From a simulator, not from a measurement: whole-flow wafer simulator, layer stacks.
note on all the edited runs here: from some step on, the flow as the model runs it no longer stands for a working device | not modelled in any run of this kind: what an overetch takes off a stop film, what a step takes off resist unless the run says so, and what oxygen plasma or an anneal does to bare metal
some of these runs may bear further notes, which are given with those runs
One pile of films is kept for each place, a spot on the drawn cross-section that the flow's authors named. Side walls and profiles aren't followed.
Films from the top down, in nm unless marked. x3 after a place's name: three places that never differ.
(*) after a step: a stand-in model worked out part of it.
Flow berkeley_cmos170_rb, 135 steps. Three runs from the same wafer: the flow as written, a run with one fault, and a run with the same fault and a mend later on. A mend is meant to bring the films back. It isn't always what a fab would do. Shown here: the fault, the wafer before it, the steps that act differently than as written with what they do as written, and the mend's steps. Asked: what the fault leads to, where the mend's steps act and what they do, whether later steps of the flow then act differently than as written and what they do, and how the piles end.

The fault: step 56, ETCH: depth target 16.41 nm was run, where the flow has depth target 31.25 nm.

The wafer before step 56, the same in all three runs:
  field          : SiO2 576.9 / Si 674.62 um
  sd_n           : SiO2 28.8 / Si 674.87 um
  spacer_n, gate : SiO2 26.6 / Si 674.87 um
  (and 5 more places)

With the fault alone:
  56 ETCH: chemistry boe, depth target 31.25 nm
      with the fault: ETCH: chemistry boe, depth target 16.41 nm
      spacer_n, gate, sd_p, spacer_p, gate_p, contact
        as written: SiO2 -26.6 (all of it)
        with the fault: SiO2 -16.4
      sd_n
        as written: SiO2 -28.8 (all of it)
        with the fault: SiO2 -16.4
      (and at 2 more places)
  Later steps of the flow that act differently than as written (31 more steps differ only slightly, by at most 2% or 0.5 nm, whichever is larger, and aren't shown):
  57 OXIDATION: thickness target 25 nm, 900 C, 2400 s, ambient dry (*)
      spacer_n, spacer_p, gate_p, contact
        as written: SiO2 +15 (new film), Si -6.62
        with the fault: SiO2 +12, Si -5.29
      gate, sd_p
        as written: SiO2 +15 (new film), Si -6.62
        with the fault: SiO2 +12, Si -5.28
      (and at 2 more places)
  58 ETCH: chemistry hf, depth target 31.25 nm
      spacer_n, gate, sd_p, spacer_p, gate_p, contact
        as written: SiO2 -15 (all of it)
        with the fault: SiO2 -22.2 (all of it)
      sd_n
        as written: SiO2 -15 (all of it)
        with the fault: SiO2 -23.9 (all of it)
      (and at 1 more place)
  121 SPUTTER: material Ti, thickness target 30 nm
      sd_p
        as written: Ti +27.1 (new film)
        with the fault: Ti +25.4 (new film)
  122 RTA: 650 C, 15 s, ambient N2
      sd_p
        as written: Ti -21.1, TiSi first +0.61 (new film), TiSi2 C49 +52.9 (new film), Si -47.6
        with the fault: Ti -19.8, TiSi2 C49 +50.3 (new film), Si -44.9
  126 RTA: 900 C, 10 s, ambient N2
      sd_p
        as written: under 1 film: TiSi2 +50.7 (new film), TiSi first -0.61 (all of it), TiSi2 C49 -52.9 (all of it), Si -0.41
        with the fault: under 1 film: TiSi2 +47.4 (new film), TiSi2 C49 -50.3 (all of it)
  At the end the piles differ from the flow's by more than 2% or 0.5 nm, whichever is larger, at sd_p.
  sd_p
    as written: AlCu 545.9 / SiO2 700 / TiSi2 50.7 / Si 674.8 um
    with the fault: AlCu 541.4 / SiO2 700 / TiSi2 47.4 / Si 674.81 um

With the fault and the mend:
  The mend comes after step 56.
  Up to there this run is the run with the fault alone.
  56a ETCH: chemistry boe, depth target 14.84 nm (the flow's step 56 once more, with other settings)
      spacer_n, spacer_p, gate_p, contact
        SiO2 -10.1 (all of it)
      gate, sd_p
        SiO2 -10.2 (all of it)
      field
        SiO2 -14.8
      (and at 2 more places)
  No later step of the flow acts differently than as written, at any place that is followed, by more than 2% or 0.5 nm, whichever is larger.
  At the end the piles are the same as the flow's at every place that both follow.
